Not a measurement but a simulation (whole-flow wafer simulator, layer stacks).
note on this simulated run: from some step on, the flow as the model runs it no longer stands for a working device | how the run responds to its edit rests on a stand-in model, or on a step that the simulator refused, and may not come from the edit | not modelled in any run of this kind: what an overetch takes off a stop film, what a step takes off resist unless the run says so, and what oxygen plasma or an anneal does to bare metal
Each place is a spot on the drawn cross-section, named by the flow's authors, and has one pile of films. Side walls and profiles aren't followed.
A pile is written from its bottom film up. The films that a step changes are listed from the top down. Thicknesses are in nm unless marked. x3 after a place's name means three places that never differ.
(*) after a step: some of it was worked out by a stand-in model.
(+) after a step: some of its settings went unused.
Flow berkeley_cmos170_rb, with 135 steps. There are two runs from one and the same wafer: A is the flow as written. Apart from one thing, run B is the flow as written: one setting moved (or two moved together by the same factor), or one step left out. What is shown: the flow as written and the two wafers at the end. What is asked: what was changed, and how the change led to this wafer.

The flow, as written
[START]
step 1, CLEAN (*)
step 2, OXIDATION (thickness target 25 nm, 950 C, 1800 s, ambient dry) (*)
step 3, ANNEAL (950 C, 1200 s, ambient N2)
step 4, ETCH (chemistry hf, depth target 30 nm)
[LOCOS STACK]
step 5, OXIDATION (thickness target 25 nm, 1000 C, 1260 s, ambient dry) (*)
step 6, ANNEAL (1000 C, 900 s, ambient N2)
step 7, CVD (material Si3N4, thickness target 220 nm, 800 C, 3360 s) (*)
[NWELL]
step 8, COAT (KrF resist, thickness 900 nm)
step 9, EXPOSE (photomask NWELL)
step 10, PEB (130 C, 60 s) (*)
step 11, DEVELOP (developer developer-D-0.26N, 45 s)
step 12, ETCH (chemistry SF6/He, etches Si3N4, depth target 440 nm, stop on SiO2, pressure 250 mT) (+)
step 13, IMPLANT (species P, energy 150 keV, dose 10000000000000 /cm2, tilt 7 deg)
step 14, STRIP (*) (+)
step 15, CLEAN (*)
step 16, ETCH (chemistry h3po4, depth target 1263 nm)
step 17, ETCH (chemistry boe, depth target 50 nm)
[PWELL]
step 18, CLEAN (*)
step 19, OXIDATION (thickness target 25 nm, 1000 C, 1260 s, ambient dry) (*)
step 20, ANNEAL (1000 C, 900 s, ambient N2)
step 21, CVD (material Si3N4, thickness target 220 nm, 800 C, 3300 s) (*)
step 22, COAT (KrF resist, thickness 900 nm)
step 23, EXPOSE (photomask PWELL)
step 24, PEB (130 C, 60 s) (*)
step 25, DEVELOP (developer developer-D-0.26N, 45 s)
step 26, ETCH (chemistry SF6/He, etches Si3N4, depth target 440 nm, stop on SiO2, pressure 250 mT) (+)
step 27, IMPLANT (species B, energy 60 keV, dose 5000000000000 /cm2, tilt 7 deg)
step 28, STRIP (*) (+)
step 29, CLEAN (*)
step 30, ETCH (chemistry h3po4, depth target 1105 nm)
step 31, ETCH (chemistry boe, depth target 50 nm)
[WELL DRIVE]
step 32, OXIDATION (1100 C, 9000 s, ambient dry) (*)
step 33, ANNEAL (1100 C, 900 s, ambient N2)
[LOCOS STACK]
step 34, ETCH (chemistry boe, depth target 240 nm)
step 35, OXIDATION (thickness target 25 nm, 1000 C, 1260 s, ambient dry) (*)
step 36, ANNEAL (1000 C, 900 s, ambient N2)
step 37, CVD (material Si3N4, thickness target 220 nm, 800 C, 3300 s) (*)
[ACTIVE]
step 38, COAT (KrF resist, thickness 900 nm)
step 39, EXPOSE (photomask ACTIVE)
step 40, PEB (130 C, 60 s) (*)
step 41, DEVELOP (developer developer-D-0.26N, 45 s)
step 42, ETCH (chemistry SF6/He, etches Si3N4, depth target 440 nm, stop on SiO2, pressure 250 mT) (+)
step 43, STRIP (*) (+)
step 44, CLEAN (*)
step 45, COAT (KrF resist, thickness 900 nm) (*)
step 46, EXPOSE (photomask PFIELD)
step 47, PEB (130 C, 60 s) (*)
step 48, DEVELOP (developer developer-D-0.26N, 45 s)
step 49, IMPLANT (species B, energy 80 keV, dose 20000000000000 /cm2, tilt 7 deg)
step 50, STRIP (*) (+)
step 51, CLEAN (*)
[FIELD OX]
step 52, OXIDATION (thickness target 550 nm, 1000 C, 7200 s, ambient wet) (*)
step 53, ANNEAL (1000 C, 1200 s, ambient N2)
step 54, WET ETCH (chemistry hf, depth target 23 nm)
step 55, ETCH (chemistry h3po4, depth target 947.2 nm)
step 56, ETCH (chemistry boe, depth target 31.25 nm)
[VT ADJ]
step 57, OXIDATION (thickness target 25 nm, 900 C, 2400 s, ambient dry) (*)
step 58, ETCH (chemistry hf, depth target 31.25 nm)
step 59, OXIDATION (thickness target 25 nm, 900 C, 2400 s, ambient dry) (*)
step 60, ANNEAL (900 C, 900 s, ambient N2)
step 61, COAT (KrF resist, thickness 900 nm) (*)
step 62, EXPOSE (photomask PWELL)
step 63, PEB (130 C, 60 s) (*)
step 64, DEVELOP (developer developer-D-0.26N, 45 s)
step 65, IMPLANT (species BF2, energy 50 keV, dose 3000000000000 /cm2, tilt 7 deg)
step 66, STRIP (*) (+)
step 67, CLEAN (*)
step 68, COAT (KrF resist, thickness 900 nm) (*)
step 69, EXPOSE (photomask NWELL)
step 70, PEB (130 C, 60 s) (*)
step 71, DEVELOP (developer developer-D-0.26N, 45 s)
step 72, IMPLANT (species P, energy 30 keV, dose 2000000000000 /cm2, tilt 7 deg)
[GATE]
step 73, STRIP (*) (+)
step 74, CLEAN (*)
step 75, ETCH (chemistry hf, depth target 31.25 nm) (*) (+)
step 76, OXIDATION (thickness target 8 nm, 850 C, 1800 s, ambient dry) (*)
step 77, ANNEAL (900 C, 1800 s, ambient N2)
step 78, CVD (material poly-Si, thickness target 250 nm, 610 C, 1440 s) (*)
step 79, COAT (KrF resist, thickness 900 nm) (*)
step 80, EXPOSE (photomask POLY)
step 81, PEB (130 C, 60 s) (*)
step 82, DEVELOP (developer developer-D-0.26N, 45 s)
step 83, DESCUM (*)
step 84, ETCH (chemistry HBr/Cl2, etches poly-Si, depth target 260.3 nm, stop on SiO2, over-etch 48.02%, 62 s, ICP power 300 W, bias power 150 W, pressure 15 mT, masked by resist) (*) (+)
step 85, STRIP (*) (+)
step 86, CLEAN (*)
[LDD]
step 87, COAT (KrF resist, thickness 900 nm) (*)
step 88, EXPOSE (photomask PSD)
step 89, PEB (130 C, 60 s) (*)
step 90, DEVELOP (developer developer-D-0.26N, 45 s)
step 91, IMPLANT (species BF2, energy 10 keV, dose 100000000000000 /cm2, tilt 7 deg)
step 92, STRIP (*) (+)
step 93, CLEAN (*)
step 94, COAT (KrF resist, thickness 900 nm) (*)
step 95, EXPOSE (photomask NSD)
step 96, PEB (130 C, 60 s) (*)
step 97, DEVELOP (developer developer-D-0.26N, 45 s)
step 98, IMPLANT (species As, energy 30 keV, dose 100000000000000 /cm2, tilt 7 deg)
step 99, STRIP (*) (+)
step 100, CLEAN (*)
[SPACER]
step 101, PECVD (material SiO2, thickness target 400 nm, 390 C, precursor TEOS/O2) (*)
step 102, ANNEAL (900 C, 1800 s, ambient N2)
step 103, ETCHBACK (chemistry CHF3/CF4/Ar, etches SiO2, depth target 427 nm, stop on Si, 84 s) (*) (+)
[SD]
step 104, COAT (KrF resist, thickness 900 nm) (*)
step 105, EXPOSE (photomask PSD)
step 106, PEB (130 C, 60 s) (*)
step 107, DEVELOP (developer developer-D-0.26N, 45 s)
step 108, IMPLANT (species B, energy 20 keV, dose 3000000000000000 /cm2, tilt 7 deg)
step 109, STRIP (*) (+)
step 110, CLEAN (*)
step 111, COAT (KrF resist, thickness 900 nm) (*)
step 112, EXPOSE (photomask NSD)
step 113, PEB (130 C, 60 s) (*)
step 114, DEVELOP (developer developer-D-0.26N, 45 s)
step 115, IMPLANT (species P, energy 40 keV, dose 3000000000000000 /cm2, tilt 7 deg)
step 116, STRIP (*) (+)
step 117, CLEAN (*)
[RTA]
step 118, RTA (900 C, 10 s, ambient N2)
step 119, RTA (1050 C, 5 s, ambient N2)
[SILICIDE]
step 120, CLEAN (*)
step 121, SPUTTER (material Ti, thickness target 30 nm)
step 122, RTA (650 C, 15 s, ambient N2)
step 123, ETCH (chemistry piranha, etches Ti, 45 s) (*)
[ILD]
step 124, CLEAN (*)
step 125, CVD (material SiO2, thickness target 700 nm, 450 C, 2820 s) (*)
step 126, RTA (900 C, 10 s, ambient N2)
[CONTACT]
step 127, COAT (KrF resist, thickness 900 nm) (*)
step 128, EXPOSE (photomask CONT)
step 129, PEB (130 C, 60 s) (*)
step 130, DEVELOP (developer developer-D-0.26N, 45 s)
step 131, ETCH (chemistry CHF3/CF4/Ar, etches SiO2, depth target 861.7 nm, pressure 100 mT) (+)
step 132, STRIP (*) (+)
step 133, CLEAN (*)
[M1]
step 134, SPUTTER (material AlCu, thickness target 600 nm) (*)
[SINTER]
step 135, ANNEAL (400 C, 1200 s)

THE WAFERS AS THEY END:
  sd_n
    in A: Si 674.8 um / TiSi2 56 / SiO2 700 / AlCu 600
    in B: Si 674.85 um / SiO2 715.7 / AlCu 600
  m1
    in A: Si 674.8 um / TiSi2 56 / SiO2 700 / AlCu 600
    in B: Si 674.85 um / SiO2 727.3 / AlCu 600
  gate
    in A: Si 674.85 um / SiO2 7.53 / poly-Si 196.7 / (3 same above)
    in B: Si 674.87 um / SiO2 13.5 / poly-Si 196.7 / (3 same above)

Cause: step 34, ETCH: depth target 124 nm was run, though the flow has depth target 240 nm.

Step by step, how the change led to this:
  step 34, ETCH (chemistry boe, depth target 240 nm)
      field, sd_n, spacer_n and 6 more: A -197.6 SiO2 (all of it) | B -124 SiO2
  step 35, OXIDATION (thickness target 25 nm, 1000 C, 1260 s, ambient dry) (*)
      field, sd_n, spacer_n and 6 more: A +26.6 SiO2 (new film), -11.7 Si | B +13.2 SiO2, -5.81 Si
  step 52, OXIDATION (thickness target 550 nm, 1000 C, 7200 s, ambient wet) (*)
      spacer_n: A +12.9 SiO2 (new film), -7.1 Si3N4 | B +12.9 SiO2 (new film), -7.1 Si3N4, +0.15 SiO2, -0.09 Si
      gate: A +12.9 SiO2 (new film), -7.1 Si3N4, +0.08 SiO2, -0.08 Si | B +12.9 SiO2 (new film), -7.1 Si3N4, +0.09 SiO2
      (and at 7 other places as well)
  step 56, ETCH (chemistry boe, depth target 31.25 nm)
      spacer_n, gate, gate_p: A -26.6 SiO2 (all of it) | B -31.3 SiO2
      sd_p, spacer_p, contact: A -26.6 SiO2 (all of it) | B -31.2 SiO2
      (and at 2 other places as well)
  step 57, OXIDATION (thickness target 25 nm, 900 C, 2400 s, ambient dry) (*)
      gate, spacer_p, gate_p: A +15 SiO2 (new film), -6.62 Si | B +7.98 SiO2, -3.51 Si
      sd_n: A +15 SiO2 (new film), -6.62 Si | B +4.56 SiO2, -2.01 Si
      (and at 4 other places as well)
  step 58, ETCH (chemistry hf, depth target 31.25 nm)
      sd_n, spacer_n, gate, sd_p, spacer_p, gate_p, contact, m1: A -15 SiO2 (all of it) | B -31.2 SiO2
  step 59, OXIDATION (thickness target 25 nm, 900 C, 2400 s, ambient dry) (*)
      spacer_n, gate, spacer_p, gate_p: A +15 SiO2 (new film), -6.62 Si | B +7.84 SiO2, -3.45 Si
      sd_n: A +15 SiO2 (new film), -6.62 Si | B +6.96 SiO2, -3.06 Si
      (and at 3 other places as well)
  step 75, ETCH (chemistry hf, depth target 31.25 nm) (*) (+)
      sd_n, gate, spacer_p, gate_p, contact, m1: A -15 SiO2 (all of it) | B -31.2 SiO2
      spacer_n, sd_p: A -15 SiO2 (all of it) | B -31.3 SiO2
  step 76, OXIDATION (thickness target 8 nm, 850 C, 1800 s, ambient dry) (*)
      gate, spacer_p, gate_p: A +7.53 SiO2 (new film), -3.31 Si | B +4.56 SiO2, -2.01 Si
      sd_n: A +7.53 SiO2 (new film), -3.31 Si | B +3.29 SiO2, -1.45 Si
      (and at 4 other places as well)
  step 85, STRIP (*) (+)
      gate: A -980 KrF resist (all of it) | B -1002.5 KrF resist (all of it)
      gate_p: A -979.9 KrF resist (all of it) | B -1002.5 KrF resist (all of it)
  step 87, COAT (KrF resist, thickness 900 nm) (*)
      gate: A +706 KrF resist (new film) | B +720.6 KrF resist (new film)
  step 92, STRIP (*) (+)
      gate: A -691.8 KrF resist (all of it) | B -706.4 KrF resist (all of it)
  step 94, COAT (KrF resist, thickness 900 nm) (*)
      gate: A +706 KrF resist (new film) | B +720.6 KrF resist (new film)
  step 97, DEVELOP (developer developer-D-0.26N, 45 s)
      gate: A -706 KrF resist (all of it) | B -720.6 KrF resist (all of it)
  step 103, ETCHBACK (chemistry CHF3/CF4/Ar, etches SiO2, depth target 427 nm, stop on Si, 84 s) (*) (+)
      sd_n, m1: A -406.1 SiO2 (all of it) | B -427 SiO2
      sd_p: A -388.4 SiO2 (all of it) | B -405.5 SiO2 (all of it)
  step 104, COAT (KrF resist, thickness 900 nm) (*)
      sd_p: A +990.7 KrF resist (new film) | B +1011.3 KrF resist (new film)
  ... 9 other steps ...
  step 132, STRIP (*) (+)
      field: A -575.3 KrF resist (all of it) | B -563.3 KrF resist (all of it)
      sd_n: A -780.4 KrF resist (all of it) | B -796.9 KrF resist (all of it)
      (and at 1 other place as well)
